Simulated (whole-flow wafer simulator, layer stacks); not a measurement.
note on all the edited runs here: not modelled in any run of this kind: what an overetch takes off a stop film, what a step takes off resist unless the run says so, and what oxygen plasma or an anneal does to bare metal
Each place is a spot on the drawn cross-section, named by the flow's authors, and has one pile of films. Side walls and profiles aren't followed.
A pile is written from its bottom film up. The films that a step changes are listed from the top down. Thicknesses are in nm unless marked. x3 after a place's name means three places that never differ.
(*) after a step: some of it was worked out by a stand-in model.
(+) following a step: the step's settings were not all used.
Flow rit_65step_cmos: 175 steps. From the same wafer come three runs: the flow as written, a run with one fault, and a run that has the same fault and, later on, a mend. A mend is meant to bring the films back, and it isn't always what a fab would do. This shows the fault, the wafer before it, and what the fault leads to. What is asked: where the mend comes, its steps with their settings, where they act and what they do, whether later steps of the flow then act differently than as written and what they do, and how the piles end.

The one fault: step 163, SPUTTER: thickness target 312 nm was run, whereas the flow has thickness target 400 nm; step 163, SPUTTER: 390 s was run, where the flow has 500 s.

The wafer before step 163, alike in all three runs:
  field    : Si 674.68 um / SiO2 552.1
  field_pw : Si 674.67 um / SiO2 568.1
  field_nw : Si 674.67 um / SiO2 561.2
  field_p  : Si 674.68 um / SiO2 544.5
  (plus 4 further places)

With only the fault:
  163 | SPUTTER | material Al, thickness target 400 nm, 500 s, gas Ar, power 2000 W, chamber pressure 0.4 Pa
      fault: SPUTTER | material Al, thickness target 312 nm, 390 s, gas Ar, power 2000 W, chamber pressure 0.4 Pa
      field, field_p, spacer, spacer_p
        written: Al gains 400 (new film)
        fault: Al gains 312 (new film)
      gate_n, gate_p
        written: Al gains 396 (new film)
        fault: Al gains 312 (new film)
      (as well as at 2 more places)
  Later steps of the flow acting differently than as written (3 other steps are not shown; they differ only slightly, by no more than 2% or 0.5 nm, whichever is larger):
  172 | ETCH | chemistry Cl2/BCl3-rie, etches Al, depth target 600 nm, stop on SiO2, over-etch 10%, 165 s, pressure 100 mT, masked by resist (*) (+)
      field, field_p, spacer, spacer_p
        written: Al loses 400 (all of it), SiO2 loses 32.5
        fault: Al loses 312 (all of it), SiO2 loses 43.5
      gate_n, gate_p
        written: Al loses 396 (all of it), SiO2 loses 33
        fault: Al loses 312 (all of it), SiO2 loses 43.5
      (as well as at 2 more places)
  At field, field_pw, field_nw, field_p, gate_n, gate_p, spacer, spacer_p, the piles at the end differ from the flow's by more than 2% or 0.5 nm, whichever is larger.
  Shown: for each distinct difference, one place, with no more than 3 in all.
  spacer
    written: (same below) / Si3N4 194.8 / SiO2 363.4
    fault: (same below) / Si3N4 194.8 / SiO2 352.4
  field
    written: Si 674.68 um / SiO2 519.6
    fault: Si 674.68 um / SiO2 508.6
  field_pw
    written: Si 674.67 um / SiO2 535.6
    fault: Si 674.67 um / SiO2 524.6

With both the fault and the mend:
  After step 164 comes the mend.
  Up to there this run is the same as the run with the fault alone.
  164a | ETCH | chemistry al pan, depth target 359.7 nm
      field, field_p, gate_n, gate_p, spacer, spacer_p
        Al loses 312 (all of it)
      field_pw, field_nw
        Al loses 311.7 (all of it)
  164b | SPUTTER | material Al, thickness target 400 nm, 500 s, gas Ar, power 2000 W, chamber pressure 0.4 Pa (the flow's step 163, run once more)
      field, field_pw, field_p, spacer, spacer_p
        Al gains 400 (new film)
      gate_n, gate_p
        Al gains 396 (new film)
      field_nw
        Al gains 397.2 (new film)
  Every later step of the flow that is run acts as written at every place that is followed.
  By the end, the piles equal the flow's at every place that both follow.
